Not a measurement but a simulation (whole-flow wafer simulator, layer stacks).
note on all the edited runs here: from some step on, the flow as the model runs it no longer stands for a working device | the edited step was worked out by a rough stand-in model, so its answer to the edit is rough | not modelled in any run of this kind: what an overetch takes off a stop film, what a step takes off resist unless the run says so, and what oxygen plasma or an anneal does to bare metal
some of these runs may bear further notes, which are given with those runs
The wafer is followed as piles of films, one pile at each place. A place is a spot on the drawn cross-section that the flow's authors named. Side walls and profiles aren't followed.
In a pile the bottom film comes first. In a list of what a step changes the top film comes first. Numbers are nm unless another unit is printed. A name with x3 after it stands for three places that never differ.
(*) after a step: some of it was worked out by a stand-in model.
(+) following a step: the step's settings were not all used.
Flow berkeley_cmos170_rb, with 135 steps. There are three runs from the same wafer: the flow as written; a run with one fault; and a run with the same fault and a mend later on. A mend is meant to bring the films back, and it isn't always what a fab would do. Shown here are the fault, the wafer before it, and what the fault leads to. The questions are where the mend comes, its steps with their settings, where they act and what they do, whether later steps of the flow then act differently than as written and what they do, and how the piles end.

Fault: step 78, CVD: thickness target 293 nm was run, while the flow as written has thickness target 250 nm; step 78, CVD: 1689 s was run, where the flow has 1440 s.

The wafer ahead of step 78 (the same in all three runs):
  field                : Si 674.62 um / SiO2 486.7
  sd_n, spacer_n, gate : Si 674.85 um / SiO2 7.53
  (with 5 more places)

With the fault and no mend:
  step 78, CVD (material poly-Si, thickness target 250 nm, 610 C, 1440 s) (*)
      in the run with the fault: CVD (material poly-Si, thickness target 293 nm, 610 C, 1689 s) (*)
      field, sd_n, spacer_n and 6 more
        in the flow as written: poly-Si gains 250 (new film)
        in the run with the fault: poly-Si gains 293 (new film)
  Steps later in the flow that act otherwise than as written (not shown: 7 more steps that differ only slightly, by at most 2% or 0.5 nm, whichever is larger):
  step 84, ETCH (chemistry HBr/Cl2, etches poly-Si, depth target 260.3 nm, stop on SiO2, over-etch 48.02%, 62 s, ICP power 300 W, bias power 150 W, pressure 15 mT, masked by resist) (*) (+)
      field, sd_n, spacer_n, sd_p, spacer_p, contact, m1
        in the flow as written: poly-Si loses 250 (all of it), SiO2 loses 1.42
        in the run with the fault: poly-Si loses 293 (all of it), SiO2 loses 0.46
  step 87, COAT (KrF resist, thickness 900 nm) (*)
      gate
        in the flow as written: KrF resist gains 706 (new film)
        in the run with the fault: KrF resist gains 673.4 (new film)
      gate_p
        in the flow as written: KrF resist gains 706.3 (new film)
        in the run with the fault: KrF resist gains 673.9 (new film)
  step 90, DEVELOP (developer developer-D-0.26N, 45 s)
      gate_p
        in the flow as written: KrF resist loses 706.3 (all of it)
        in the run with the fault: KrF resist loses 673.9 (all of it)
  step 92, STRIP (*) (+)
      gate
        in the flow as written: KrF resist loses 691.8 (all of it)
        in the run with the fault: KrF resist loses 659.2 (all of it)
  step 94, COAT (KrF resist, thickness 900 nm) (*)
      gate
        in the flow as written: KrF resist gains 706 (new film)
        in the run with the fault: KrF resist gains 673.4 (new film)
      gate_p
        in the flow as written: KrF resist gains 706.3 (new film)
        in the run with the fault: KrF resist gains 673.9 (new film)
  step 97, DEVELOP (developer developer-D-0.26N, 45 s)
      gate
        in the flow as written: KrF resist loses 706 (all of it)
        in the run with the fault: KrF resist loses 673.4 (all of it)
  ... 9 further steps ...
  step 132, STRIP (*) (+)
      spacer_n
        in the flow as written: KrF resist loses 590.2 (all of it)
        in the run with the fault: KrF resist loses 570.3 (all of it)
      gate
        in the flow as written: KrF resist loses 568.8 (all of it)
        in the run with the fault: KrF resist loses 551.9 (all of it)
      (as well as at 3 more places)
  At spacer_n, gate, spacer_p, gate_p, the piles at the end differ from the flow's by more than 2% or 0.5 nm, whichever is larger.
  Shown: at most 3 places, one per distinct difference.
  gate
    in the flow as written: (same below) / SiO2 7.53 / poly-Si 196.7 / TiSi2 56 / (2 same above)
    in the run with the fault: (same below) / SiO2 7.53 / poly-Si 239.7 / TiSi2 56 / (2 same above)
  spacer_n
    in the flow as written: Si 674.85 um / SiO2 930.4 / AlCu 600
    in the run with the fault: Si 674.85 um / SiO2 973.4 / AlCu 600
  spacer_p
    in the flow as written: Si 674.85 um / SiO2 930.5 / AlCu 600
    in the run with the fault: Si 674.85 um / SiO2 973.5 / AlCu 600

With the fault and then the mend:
  The mend stands after step 78.
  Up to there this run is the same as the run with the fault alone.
  step 78a, ETCH (chemistry tmah, depth target 336.9 nm)
      field, sd_n, spacer_n and 6 more
        poly-Si loses 293 (all of it)
  step 78b, CLEAN (*) (the flow's step 74 again)
      alters no film at any place that is followed
  step 78c, CVD (material poly-Si, thickness target 250 nm, 610 C, 1440 s) (*) (the flow's step 78 again)
      field, sd_n, spacer_n and 6 more
        poly-Si gains 250 (new film)
  Later steps of the flow that are run all act as written at every place that is followed.
  The piles end the same as the flow's at every place that both follow.
